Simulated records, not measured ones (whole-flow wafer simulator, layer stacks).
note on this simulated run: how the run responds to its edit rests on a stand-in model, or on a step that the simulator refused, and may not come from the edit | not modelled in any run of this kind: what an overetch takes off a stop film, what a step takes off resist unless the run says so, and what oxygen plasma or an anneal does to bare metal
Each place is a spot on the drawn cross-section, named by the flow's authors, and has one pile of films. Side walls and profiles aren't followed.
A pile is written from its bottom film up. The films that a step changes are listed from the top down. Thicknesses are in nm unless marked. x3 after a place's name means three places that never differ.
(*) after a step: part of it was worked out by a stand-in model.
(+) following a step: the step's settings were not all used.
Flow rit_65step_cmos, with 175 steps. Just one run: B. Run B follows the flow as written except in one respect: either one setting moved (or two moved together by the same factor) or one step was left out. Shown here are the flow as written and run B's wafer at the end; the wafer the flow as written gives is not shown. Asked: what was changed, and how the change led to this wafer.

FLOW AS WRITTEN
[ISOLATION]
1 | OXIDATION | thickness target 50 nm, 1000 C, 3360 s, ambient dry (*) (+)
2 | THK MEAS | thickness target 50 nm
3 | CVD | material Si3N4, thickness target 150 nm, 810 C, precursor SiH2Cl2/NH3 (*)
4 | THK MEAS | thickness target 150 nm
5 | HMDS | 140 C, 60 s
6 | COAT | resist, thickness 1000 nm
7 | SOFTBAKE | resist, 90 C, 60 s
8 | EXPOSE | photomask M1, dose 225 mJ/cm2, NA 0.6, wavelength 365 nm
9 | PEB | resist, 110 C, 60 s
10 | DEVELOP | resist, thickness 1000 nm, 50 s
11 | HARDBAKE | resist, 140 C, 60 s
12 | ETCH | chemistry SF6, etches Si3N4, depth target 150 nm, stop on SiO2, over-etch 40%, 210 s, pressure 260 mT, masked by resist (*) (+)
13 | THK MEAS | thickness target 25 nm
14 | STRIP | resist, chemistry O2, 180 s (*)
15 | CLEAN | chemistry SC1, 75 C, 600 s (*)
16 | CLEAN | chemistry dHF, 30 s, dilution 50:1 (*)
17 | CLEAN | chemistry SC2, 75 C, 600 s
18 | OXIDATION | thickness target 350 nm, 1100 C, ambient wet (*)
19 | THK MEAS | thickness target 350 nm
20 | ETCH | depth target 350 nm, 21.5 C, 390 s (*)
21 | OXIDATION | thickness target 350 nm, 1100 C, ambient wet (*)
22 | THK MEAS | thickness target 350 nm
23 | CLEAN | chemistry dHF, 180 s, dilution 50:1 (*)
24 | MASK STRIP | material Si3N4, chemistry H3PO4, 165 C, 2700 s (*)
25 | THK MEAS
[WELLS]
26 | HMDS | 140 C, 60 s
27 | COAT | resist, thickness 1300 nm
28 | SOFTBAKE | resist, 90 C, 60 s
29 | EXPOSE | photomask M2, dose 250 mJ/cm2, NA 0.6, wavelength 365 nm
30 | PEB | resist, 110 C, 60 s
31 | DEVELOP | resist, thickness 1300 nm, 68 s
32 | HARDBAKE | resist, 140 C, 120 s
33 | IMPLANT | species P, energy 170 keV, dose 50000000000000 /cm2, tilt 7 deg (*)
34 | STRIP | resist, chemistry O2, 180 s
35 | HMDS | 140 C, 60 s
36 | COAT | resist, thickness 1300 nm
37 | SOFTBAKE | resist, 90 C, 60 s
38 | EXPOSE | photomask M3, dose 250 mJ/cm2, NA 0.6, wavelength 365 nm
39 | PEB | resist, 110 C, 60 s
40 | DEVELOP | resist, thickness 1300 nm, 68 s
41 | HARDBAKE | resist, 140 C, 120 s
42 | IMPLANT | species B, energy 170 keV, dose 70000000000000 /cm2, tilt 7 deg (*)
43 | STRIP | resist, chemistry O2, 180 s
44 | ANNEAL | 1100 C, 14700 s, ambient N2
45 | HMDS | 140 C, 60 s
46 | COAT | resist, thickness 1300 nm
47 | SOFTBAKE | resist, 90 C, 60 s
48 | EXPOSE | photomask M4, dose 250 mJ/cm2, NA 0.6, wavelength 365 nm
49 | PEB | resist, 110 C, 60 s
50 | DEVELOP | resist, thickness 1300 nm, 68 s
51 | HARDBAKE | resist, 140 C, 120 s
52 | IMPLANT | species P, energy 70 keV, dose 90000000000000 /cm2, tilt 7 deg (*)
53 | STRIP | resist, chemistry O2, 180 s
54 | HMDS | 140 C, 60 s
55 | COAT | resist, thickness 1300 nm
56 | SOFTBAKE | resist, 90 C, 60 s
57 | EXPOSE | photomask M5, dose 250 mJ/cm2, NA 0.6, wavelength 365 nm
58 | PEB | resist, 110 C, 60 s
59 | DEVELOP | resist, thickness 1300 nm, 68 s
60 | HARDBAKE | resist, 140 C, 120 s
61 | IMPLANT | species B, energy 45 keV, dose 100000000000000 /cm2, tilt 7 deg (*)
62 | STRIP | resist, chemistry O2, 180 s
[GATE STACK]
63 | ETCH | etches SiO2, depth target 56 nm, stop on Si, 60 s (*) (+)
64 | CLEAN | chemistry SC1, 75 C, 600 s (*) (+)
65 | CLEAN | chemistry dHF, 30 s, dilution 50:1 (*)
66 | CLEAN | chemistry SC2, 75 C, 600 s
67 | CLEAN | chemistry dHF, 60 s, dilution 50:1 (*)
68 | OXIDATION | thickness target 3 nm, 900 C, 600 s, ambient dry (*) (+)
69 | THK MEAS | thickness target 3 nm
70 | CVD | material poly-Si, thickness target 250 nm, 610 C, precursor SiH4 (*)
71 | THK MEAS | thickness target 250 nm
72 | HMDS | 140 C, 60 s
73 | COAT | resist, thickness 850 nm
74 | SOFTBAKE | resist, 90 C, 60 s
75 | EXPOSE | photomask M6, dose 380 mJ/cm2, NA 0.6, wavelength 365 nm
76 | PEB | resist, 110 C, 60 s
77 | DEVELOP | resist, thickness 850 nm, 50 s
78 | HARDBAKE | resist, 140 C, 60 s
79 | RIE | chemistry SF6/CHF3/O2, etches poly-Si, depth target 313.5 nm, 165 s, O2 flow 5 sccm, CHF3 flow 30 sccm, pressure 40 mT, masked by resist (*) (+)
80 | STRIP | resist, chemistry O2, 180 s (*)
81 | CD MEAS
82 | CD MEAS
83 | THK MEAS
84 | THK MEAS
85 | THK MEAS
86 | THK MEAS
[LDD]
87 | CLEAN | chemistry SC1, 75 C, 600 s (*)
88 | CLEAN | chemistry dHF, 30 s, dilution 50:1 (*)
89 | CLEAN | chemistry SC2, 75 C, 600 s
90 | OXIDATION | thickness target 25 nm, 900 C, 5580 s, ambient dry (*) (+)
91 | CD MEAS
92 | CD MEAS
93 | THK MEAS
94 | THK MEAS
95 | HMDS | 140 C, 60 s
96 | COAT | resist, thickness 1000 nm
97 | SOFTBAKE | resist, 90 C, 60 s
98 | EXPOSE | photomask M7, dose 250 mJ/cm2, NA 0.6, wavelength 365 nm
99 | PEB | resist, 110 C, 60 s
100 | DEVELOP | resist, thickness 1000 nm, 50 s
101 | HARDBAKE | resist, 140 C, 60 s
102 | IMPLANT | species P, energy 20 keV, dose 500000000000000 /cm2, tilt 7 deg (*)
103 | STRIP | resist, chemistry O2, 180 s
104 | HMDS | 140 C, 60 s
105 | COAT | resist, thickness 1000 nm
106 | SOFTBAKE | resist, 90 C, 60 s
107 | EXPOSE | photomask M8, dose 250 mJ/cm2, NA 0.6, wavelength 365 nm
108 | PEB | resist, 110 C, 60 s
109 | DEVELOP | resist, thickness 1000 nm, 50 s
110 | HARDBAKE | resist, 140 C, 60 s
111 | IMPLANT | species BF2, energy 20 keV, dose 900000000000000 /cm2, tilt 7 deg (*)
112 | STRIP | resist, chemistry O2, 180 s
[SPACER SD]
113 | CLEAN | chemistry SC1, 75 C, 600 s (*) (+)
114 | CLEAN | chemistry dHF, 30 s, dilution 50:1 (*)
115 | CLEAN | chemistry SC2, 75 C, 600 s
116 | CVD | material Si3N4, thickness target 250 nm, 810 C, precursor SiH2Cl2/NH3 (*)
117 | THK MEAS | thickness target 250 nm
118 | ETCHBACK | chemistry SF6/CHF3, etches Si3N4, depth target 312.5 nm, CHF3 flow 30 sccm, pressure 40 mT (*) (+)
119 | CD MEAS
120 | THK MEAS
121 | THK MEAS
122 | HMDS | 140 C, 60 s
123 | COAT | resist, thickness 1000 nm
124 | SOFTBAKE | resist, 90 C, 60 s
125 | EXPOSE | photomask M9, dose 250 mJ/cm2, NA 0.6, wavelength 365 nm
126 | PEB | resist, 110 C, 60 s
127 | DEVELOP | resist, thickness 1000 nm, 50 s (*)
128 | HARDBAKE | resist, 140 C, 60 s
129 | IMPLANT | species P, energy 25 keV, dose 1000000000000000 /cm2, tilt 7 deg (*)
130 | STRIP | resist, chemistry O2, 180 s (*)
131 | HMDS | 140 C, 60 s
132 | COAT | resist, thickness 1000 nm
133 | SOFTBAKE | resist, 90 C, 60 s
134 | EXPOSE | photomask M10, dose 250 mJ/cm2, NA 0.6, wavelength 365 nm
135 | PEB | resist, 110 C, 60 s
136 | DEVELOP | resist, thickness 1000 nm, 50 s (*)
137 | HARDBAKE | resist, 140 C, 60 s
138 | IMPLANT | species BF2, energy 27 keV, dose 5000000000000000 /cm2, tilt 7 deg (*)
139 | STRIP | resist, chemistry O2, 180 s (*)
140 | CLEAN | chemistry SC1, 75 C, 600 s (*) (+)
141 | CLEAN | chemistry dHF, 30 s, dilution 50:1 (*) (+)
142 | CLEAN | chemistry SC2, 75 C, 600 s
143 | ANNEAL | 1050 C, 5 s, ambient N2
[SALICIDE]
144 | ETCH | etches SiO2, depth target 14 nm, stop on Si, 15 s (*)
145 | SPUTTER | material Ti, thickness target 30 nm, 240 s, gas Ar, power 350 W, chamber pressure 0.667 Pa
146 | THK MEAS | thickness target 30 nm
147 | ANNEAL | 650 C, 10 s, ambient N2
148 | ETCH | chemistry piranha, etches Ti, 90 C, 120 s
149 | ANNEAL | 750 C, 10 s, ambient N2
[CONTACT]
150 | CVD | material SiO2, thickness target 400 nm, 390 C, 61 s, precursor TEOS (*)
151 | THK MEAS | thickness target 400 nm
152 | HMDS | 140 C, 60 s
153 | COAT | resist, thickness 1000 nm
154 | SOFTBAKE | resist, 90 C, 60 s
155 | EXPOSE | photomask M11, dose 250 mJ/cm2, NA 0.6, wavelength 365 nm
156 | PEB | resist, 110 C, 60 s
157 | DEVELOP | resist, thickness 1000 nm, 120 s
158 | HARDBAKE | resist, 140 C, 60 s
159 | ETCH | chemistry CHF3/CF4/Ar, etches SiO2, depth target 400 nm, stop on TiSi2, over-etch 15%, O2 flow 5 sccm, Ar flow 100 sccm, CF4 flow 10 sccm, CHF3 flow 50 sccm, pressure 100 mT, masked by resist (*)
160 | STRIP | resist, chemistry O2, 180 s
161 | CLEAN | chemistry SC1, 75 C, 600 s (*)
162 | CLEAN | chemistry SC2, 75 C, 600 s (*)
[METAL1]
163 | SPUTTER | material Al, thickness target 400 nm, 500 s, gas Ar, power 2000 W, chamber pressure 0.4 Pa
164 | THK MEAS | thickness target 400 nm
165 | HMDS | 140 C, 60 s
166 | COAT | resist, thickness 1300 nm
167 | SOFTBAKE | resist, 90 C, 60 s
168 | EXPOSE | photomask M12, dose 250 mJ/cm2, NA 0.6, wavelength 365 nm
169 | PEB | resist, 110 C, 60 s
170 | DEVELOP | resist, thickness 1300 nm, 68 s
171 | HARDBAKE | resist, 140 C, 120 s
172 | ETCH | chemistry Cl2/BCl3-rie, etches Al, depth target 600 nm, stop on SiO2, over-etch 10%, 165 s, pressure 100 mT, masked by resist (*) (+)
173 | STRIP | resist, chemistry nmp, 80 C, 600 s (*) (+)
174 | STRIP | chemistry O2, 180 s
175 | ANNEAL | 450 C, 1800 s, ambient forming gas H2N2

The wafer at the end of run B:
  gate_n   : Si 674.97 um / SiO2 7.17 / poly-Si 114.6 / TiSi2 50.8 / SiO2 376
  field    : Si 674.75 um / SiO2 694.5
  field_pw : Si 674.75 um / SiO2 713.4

The reason: step 20, ETCH: depth target 350 nm, 21.5 C, 390 s (*), was not run.

Step by step, how the change led to this:
  21 | OXIDATION | thickness target 350 nm, 1100 C, ambient wet (*)
      active_n, active_p, gate_n and 7 more: +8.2 SiO2, -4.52 Si3N4 (in the flow as written it would be: +12 SiO2 (new film), -6.61 Si3N4)
      field, field_p: +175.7 SiO2, -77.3 Si (in the flow as written it would be: +350 SiO2 (new film), -154 Si)
      (as well as at 2 more places)
  23 | CLEAN | chemistry dHF, 180 s, dilution 50:1 (*)
      active_n, active_p, gate_n and 7 more: -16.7 SiO2 (in the flow as written it would be: -12 SiO2 (all of it), -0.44 Si3N4)
  24 | MASK STRIP | material Si3N4, chemistry H3PO4, 165 C, 2700 s (*)
      active_n, active_p, gate_n and 7 more: -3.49 SiO2 (all of it), -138 Si3N4 (all of it), -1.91 SiO2 (in the flow as written it would be: -130.8 Si3N4 (all of it), -5.68 SiO2)
  27 | COAT | resist, thickness 1300 nm
      field_pw, field_nw: +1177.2 resist (new film) (in the flow as written it would be: +1313 resist (new film))
      active_n, active_p: +1326.4 resist (new film) (in the flow as written it would be: +1297.4 resist (new film))
      (as well as at 2 more places)
  30 | PEB | resist, 110 C, 60 s
      field, field_p: -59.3 resist (in the flow as written it would be: -69.2 resist)
      field_pw, field_nw: -61.6 resist (in the flow as written it would be: -69.1 resist)
      (as well as at 2 more places)
  31 | DEVELOP | resist, thickness 1300 nm, 68 s
      field_nw: -1115.6 resist (all of it) (in the flow as written it would be: -1243.9 resist (all of it))
      field_p: -1076.4 resist (all of it) (in the flow as written it would be: -1246.4 resist (all of it))
      (as well as at 1 more place)
  32 | HARDBAKE | resist, 140 C, 120 s
      field: -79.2 resist (in the flow as written it would be: -94 resist)
      field_pw: -82.7 resist (in the flow as written it would be: -93.8 resist)
      (as well as at 1 more place)
  34 | STRIP | resist, chemistry O2, 180 s
      field: -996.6 resist (all of it) (in the flow as written it would be: -1152.5 resist (all of it))
      field_pw: -1032.9 resist (all of it) (in the flow as written it would be: -1150.2 resist (all of it))
      (as well as at 1 more place)
  36 | COAT | resist, thickness 1300 nm
      field_pw, field_nw: +1177.2 resist (new film) (in the flow as written it would be: +1313 resist (new film))
      active_n, active_p: +1326.4 resist (new film) (in the flow as written it would be: +1297.4 resist (new film))
      (as well as at 2 more places)
  39 | PEB | resist, 110 C, 60 s
      field, field_p: -59.3 resist (in the flow as written it would be: -69.2 resist)
      field_pw, field_nw: -61.6 resist (in the flow as written it would be: -69.1 resist)
      (as well as at 2 more places)
  40 | DEVELOP | resist, thickness 1300 nm, 68 s
      field: -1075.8 resist (all of it) (in the flow as written it would be: -1246.5 resist (all of it))
      field_pw: -1115.6 resist (all of it) (in the flow as written it would be: -1243.9 resist (all of it))
      (as well as at 1 more place)
  41 | HARDBAKE | resist, 140 C, 120 s
      field_nw: -82.7 resist (in the flow as written it would be: -93.8 resist)
      field_p: -79.3 resist (in the flow as written it would be: -94 resist)
      (as well as at 1 more place)
  43 | STRIP | resist, chemistry O2, 180 s
      field_nw: -1032.9 resist (all of it) (in the flow as written it would be: -1150.2 resist (all of it))
      field_p: -997.1 resist (all of it) (in the flow as written it would be: -1152.5 resist (all of it))
      (as well as at 1 more place)
  46 | COAT | resist, thickness 1300 nm
      field_pw, field_nw: +1177.2 resist (new film) (in the flow as written it would be: +1313 resist (new film))
      active_n, active_p: +1326.4 resist (new film) (in the flow as written it would be: +1297.4 resist (new film))
      (as well as at 2 more places)
  49 | PEB | resist, 110 C, 60 s
      field, field_p: -59.3 resist (in the flow as written it would be: -69.2 resist)
      field_pw, field_nw: -61.6 resist (in the flow as written it would be: -69.1 resist)
      (as well as at 2 more places)
  50 | DEVELOP | resist, thickness 1300 nm, 68 s
      field_nw: -1115.6 resist (all of it) (in the flow as written it would be: -1243.9 resist (all of it))
      field_p: -1076.4 resist (all of it) (in the flow as written it would be: -1246.4 resist (all of it))
      (as well as at 1 more place)
  ... another 40 steps ...
  170 | DEVELOP | resist, thickness 1300 nm, 68 s
      field: -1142 resist (all of it) (in the flow as written it would be: -1316.6 resist (all of it))
      field_pw: -1155.1 resist (all of it) (in the flow as written it would be: -1285.5 resist (all of it))
      (as well as at 2 more places)
